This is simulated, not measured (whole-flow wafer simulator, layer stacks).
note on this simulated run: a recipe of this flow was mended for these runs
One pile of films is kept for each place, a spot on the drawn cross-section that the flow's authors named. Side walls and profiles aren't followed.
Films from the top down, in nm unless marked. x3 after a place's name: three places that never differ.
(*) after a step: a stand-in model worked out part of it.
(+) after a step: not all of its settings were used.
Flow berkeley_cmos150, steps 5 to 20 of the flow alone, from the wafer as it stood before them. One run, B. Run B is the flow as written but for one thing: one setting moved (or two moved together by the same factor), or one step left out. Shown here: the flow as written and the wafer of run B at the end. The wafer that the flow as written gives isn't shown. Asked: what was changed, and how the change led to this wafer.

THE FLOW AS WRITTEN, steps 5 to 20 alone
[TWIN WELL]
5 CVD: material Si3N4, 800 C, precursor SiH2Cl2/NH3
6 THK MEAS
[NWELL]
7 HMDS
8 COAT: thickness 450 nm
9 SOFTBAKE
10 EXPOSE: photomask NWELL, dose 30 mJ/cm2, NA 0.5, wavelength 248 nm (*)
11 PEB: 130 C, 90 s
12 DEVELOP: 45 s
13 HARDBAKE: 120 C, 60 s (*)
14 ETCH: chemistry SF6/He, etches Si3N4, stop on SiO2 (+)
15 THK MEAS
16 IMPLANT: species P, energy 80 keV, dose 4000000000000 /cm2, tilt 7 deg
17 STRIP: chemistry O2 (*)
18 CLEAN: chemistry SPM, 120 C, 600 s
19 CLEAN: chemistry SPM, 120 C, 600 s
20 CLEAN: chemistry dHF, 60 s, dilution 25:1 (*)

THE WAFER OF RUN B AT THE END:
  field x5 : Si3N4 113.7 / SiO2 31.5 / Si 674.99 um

The cause: step 5, CVD: 808 C was run, where the flow has 800 C.

How the change led to this, step by step:
  5 CVD: material Si3N4, 800 C, precursor SiH2Cl2/NH3
      field x5, field_p x3: Si3N4 +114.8 (new film) (as written it would be: Si3N4 +106 (new film))
  14 ETCH: chemistry SF6/He, etches Si3N4, stop on SiO2 (+)
      field x5: KrF-resist -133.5 (as written it would be: KrF-resist -124)
      field_p x3: Si3N4 -114.8 (all of it), SiO2 -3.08 (as written it would be: Si3N4 -106 (all of it), SiO2 -3.08)
  17 STRIP: chemistry O2 (*)
      field x5: KrF-resist -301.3 (all of it) (as written it would be: KrF-resist -310.9 (all of it))
